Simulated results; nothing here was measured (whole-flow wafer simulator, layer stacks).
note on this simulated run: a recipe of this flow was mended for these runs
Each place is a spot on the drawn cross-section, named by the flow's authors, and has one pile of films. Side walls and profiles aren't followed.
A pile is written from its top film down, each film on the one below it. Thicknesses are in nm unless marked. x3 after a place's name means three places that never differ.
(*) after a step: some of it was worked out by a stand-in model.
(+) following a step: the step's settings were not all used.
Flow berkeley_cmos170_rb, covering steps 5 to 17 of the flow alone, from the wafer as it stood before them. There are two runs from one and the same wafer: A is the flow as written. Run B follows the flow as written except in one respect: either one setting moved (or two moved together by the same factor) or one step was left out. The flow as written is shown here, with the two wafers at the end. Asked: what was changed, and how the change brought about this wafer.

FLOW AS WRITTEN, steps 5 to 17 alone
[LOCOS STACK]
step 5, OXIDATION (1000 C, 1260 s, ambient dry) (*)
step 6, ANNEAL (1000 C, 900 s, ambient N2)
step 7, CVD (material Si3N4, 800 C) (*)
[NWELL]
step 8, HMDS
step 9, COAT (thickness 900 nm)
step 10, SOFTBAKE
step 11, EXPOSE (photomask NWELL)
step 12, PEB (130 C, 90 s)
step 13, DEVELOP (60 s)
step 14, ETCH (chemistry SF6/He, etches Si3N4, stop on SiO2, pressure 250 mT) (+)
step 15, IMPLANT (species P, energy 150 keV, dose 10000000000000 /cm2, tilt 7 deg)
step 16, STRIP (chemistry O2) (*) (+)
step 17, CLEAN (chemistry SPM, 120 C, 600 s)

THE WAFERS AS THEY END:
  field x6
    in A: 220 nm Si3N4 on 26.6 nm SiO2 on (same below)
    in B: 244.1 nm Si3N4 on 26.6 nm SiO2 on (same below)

What caused this: step 7, CVD: 808 C was run, while the flow as written has 800 C.

Step by step, how the change led to this:
  step 7, CVD (material Si3N4, 800 C) (*)
      field x6, sd_p x3: A +220 Si3N4 (new film) | B +244.1 Si3N4 (new film)
  step 14, ETCH (chemistry SF6/He, etches Si3N4, stop on SiO2, pressure 250 mT) (+)
      field x6: A -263 KrF-resist | B -289.2 KrF-resist
      sd_p x3: A -220 Si3N4 (all of it), -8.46 SiO2 | B -244.1 Si3N4 (all of it), -8.46 SiO2
  step 16, STRIP (chemistry O2) (*) (+)
      field x6: A -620 KrF-resist (all of it) | B -593.8 KrF-resist (all of it)
